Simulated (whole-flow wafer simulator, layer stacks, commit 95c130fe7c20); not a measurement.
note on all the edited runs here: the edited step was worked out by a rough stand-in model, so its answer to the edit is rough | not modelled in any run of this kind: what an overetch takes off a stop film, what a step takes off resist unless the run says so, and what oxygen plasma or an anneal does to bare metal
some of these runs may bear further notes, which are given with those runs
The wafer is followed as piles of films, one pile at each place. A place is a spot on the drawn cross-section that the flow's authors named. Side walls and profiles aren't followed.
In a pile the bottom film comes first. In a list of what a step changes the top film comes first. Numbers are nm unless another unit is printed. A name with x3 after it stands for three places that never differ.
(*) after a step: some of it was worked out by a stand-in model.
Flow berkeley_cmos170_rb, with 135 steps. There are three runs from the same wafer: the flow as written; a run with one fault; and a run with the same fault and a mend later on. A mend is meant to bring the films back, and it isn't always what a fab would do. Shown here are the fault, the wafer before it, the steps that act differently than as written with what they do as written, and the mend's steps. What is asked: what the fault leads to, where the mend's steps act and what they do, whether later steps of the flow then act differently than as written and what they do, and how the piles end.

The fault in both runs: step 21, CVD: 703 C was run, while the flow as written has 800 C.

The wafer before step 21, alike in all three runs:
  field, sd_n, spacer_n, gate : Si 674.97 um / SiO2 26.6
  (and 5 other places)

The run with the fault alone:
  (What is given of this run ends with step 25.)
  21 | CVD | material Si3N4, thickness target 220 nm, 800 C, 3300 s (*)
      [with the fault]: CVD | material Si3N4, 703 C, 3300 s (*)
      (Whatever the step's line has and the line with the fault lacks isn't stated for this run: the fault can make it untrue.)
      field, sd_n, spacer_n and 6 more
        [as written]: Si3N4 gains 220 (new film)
        [with the fault]: Si3N4 gains 38.5 (new film)
  Later steps of the flow up to step 25 that are run all act as written at every place that is followed.
  The piles after step 25 differ from the flow's at field, sd_n, spacer_n and 6 more by more than 2% or 0.5 nm, whichever is larger.
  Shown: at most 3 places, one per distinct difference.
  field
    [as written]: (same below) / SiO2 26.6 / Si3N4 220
    [with the fault]: (same below) / SiO2 26.6 / Si3N4 38.5
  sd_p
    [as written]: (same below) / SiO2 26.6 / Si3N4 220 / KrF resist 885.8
    [with the fault]: (same below) / SiO2 26.6 / Si3N4 38.5 / KrF resist 885.8

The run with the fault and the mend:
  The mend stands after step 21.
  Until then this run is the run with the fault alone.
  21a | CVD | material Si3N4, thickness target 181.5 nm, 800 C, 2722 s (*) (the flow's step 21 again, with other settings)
      field, sd_n, spacer_n and 6 more
        Si3N4 gains 181.5
  Later steps of the flow that are run all act as written at every place that is followed.
  The piles end the same as the flow's at every place that both follow.
